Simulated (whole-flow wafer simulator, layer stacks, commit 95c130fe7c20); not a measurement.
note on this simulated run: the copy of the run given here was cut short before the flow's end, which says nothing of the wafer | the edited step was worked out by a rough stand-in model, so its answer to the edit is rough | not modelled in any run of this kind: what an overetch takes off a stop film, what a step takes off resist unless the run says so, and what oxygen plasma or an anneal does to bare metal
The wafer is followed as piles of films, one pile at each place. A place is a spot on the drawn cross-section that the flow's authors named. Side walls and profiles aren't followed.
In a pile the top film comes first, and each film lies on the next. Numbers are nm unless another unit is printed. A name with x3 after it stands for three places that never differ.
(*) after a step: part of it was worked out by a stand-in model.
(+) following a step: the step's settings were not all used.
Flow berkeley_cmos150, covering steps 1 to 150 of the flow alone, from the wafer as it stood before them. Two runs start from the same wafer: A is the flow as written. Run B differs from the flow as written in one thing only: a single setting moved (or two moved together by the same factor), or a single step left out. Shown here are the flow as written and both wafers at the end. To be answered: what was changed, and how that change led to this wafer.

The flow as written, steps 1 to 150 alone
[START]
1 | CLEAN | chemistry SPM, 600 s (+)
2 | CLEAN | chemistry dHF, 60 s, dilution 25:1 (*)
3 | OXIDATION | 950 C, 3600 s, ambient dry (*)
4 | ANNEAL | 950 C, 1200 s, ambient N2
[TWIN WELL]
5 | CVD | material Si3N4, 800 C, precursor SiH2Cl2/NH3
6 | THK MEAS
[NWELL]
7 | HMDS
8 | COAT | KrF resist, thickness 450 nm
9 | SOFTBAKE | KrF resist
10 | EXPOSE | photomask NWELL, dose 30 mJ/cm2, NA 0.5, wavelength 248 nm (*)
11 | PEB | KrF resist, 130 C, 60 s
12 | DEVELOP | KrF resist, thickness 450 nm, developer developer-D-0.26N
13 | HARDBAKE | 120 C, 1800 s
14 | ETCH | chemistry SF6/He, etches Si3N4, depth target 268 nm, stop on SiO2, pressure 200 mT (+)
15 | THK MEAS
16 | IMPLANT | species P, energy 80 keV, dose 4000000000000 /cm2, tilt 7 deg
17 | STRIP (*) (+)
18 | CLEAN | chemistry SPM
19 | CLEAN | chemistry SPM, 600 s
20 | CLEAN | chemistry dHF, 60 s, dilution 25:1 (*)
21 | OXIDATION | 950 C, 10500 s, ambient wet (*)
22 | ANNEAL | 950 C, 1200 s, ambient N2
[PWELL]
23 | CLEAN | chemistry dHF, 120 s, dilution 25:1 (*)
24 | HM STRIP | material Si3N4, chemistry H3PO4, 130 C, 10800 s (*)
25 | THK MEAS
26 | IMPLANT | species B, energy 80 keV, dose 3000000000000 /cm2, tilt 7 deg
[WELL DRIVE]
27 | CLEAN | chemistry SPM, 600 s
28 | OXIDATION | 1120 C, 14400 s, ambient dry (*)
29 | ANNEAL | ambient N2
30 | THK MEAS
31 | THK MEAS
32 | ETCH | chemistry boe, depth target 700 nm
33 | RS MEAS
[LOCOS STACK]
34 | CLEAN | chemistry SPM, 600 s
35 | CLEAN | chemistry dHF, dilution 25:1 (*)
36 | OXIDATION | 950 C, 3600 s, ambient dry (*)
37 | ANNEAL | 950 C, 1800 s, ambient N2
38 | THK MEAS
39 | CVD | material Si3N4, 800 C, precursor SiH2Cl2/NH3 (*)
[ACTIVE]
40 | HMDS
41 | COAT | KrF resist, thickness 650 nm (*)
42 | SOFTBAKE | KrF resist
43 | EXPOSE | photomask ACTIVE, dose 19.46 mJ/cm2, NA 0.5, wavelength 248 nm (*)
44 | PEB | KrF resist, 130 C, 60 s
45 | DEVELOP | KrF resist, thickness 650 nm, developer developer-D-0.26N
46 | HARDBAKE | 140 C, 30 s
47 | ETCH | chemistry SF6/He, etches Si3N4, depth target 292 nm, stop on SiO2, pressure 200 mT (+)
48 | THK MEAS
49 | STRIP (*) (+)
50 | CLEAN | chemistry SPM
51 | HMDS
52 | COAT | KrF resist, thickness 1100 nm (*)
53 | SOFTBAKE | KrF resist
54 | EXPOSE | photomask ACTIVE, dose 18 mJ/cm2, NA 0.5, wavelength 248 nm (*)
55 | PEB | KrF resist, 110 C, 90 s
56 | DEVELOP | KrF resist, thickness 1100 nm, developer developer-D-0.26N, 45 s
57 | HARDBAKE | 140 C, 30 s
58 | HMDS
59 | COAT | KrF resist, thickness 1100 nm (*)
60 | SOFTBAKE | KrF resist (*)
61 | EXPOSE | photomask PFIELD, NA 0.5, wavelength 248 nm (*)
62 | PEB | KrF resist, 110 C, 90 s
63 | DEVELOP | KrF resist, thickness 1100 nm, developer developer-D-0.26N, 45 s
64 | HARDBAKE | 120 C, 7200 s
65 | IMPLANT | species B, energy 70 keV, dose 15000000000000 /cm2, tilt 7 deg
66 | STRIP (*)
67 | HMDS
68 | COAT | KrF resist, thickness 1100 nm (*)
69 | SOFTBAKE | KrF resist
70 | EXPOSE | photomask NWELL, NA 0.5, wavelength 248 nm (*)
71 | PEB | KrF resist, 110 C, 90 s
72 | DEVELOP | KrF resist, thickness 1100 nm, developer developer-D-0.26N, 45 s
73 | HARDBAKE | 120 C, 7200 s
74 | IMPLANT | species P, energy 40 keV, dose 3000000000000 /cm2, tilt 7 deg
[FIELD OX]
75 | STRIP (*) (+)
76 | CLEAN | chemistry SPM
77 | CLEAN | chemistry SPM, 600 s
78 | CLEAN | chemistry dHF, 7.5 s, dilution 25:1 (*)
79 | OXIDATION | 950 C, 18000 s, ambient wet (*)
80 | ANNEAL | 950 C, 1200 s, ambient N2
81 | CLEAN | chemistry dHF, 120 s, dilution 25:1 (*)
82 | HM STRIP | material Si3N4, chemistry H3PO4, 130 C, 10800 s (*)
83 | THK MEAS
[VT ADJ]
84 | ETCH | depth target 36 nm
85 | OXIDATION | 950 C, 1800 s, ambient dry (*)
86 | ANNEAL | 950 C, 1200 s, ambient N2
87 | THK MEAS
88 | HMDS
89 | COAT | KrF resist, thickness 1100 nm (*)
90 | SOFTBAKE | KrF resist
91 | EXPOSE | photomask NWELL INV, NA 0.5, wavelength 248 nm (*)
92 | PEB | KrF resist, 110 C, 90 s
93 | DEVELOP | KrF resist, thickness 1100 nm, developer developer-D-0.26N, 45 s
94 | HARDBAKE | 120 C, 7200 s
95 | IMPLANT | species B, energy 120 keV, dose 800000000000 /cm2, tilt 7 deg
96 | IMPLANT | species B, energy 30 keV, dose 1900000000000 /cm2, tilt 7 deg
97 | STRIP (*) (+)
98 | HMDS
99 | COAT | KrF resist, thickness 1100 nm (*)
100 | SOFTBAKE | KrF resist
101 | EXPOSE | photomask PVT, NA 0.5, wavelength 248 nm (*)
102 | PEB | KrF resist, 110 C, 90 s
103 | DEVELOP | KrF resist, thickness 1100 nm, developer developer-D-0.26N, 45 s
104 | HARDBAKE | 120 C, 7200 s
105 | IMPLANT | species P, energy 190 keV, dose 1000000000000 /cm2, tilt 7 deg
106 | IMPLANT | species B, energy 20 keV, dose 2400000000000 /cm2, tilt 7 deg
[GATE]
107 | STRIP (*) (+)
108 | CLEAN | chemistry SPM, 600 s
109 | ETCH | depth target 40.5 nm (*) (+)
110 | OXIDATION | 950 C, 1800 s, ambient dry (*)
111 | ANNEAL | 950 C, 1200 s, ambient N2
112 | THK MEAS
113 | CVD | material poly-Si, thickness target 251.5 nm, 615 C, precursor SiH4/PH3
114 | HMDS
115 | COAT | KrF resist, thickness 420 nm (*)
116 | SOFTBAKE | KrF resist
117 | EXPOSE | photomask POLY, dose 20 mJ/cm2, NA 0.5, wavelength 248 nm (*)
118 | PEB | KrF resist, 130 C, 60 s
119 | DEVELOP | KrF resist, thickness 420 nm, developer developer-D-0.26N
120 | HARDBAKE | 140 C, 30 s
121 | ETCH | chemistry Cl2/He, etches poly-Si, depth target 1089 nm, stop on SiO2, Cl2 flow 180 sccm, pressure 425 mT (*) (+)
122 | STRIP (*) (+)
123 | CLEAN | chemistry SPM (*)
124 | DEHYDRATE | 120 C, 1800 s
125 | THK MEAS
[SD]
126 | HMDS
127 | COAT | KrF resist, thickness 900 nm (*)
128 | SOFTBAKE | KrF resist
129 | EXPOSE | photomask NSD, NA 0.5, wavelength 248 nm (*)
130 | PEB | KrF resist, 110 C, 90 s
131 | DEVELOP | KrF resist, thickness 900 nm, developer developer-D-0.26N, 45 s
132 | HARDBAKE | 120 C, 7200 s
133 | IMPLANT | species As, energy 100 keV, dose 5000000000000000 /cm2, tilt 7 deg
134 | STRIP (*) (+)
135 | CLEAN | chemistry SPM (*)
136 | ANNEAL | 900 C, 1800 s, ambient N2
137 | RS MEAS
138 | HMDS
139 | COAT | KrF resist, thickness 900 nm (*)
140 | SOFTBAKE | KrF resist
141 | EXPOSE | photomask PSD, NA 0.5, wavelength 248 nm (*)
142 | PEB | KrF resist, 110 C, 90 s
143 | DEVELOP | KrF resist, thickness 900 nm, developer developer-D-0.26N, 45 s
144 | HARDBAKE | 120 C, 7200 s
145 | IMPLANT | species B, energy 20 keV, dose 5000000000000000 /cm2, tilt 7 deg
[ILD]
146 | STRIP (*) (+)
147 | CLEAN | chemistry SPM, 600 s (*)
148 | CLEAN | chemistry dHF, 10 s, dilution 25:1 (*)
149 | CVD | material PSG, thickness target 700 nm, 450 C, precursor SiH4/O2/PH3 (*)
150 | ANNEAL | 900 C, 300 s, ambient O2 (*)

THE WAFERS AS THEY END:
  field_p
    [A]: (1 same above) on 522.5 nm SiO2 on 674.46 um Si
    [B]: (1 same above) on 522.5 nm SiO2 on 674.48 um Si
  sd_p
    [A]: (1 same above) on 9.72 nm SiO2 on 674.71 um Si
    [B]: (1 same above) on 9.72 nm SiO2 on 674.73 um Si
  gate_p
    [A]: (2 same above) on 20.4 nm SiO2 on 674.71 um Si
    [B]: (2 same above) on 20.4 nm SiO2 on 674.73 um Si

The reason: step 21, OXIDATION: 8400 s was run, whereas the flow has 10500 s.

Step by step, how the change led to this:
  21 | OXIDATION | 950 C, 10500 s, ambient wet (*)
      field, sd_n, gate_n, contact, m1: A SiO2 gains 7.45 (new film), Si3N4 loses 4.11 | B SiO2 gains 6.21 (new film), Si3N4 loses 3.43
      field_p, sd_p, gate_p: A SiO2 gains 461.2, Si loses 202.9 | B SiO2 gains 391.7, Si loses 172.3
  23 | CLEAN | chemistry dHF, 120 s, dilution 25:1 (*)
      field, sd_n, gate_n, contact, m1: A SiO2 loses 7.45 (all of it), Si3N4 loses 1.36 | B SiO2 loses 6.21 (all of it), Si3N4 loses 1.47
  28 | OXIDATION | 1120 C, 14400 s, ambient dry (*)
      field_p, sd_p, gate_p: A SiO2 gains 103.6, Si loses 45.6 | B SiO2 gains 116.4, Si loses 51.2
  32 | ETCH | chemistry boe, depth target 700 nm
      field_p, sd_p, gate_p: A SiO2 loses 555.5 (all of it) | B SiO2 loses 498.8 (all of it)
  41 | COAT | KrF resist, thickness 650 nm (*)
      field: A KrF resist gains 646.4 (new film) | B KrF resist gains 622.7 (new film)
  45 | DEVELOP | KrF resist, thickness 650 nm, developer developer-D-0.26N
      field: A KrF resist loses 645.4 (all of it) | B KrF resist loses 621.7 (all of it)
  115 | COAT | KrF resist, thickness 420 nm (*)
      field_p: A KrF resist gains 413.4 (new film) | B KrF resist gains 403.6 (new film)
  119 | DEVELOP | KrF resist, thickness 420 nm, developer developer-D-0.26N
      field_p: A KrF resist loses 412.9 (all of it) | B KrF resist loses 403 (all of it)
  122 | STRIP (*) (+)
      gate_p: A chemical SiO2 gains 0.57 (new film), KrF resist loses 206.4 (all of it), poly-Si loses 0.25 | B chemical SiO2 gains 0.57 (new film), KrF resist loses 200.7 (all of it), poly-Si loses 0.25
